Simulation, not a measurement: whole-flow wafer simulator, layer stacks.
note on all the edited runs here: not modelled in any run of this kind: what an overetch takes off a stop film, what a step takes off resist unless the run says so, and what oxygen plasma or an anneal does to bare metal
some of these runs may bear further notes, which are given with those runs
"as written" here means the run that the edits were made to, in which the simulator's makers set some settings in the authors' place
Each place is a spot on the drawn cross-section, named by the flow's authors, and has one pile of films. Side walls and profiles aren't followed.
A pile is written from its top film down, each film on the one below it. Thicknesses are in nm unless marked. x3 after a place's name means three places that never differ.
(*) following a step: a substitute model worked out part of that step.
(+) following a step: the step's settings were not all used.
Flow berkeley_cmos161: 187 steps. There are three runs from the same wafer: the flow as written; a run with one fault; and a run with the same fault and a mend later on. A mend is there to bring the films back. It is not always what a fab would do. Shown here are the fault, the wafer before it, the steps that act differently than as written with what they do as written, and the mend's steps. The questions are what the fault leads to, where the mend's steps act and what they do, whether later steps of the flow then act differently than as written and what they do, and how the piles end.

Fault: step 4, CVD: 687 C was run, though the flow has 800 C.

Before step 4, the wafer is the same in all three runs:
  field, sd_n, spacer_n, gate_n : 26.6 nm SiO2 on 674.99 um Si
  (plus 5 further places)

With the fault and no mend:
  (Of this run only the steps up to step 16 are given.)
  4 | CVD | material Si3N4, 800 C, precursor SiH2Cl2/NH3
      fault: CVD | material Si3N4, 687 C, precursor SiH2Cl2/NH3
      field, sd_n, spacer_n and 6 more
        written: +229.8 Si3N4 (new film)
        fault: +34.9 Si3N4 (new film)
  Steps later in the flow that act otherwise than as written (not shown: 1 more step that differs only slightly, by at most 2% or 0.5 nm, whichever is larger):
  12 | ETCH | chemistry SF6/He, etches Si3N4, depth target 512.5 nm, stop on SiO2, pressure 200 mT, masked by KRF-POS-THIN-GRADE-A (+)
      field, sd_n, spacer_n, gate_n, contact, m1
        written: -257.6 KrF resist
        fault: -45.8 KrF resist
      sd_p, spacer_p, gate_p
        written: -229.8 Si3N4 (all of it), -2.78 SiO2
        fault: -34.9 Si3N4 (all of it), -2.78 SiO2
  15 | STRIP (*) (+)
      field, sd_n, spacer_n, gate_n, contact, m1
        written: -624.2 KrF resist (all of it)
        fault: -835.8 KrF resist (all of it)
  Once step 16 is done, the piles at field, sd_n, spacer_n, gate_n, contact, m1 depart from the flow's by more than 2% or 0.5 nm, whichever is larger.
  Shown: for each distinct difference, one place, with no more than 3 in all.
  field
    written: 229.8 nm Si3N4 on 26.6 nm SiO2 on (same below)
    fault: 34.9 nm Si3N4 on 26.6 nm SiO2 on (same below)

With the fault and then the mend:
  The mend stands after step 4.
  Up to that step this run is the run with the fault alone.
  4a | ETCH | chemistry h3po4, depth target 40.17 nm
      field, sd_n, spacer_n and 6 more
        -34.9 Si3N4 (all of it)
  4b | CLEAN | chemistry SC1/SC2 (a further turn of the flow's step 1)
      does not change any film at any place that is followed
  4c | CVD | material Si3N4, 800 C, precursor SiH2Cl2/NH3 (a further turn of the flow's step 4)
      field, sd_n, spacer_n and 6 more
        +229.8 Si3N4 (new film)
  None of the later steps of the flow acts differently than as written at any place that is followed.
  The piles end the same as the flow's at every place that both follow.
